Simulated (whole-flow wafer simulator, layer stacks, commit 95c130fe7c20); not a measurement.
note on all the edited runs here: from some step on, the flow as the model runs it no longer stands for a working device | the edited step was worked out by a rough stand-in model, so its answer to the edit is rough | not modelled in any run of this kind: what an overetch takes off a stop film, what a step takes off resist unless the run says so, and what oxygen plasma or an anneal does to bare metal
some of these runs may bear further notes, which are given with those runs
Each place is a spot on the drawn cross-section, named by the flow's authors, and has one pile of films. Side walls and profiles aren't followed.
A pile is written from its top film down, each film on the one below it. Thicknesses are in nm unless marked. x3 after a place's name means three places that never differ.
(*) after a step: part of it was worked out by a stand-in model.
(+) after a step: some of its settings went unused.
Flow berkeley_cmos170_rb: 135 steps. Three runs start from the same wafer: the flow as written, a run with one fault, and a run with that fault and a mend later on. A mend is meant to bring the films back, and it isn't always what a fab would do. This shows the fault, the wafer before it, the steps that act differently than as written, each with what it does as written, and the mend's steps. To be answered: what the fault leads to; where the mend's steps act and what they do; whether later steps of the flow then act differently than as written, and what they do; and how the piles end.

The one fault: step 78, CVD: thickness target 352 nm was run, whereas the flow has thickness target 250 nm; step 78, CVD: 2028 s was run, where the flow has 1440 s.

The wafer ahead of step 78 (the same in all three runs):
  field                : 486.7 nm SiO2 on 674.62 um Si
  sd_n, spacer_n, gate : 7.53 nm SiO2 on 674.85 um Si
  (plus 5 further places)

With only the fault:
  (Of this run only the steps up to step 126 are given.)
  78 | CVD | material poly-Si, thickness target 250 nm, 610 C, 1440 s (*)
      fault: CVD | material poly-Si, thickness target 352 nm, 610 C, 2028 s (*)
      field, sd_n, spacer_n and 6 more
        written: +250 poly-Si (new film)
        fault: +352 poly-Si (new film)
  Steps further on in the flow that do not act as written (not shown: 6 more steps that differ only slightly, by at most 2% or 0.5 nm, whichever is larger):
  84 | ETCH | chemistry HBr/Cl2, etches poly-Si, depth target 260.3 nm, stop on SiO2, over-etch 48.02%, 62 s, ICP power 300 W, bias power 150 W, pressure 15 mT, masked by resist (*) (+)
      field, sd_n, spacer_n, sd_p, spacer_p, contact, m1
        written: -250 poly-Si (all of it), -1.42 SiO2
        fault: -352 poly-Si (all of it), -0.17 SiO2
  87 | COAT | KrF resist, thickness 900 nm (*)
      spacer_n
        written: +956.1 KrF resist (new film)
        fault: +979.1 KrF resist (new film)
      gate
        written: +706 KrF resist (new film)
        fault: +629.6 KrF resist (new film)
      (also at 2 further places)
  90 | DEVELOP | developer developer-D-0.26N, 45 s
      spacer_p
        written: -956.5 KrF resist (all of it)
        fault: -980.4 KrF resist (all of it)
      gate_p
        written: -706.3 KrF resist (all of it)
        fault: -630.5 KrF resist (all of it)
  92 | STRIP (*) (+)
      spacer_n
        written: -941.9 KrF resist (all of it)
        fault: -964.9 KrF resist (all of it)
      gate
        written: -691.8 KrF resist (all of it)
        fault: -615.4 KrF resist (all of it)
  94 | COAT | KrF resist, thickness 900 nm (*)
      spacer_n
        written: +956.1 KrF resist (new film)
        fault: +979.1 KrF resist (new film)
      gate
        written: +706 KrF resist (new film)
        fault: +629.6 KrF resist (new film)
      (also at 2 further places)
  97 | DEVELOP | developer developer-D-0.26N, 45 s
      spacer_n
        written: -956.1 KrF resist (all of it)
        fault: -979.1 KrF resist (all of it)
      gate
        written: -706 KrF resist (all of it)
        fault: -629.6 KrF resist (all of it)
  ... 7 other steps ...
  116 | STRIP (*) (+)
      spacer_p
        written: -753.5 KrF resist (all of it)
        fault: -682 KrF resist (all of it)
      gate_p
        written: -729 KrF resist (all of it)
        fault: -659.2 KrF resist (all of it)
  Once step 126 is done, the piles at spacer_n, gate, spacer_p, gate_p depart from the flow's by more than 2% or 0.5 nm, whichever is larger.
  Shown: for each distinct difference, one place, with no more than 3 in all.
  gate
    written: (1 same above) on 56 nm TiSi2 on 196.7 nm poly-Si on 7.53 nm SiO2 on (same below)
    fault: (1 same above) on 56 nm TiSi2 on 298.7 nm poly-Si on 7.53 nm SiO2 on (same below)
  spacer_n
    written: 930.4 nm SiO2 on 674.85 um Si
    fault: 1032.4 nm SiO2 on 674.85 um Si
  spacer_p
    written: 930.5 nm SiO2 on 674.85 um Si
    fault: 1032.5 nm SiO2 on 674.85 um Si

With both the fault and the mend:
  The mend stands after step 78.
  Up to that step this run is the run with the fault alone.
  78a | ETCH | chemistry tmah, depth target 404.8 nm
      field, sd_n, spacer_n and 6 more
        -352 poly-Si (all of it)
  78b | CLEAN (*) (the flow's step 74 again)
      alters no film at any place that is followed
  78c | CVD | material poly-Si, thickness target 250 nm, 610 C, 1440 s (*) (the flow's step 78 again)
      field, sd_n, spacer_n and 6 more
        +250 poly-Si (new film)
  Every later step of the flow that is run acts as written at every place that is followed.
  By the end, the piles equal the flow's at every place that both follow.
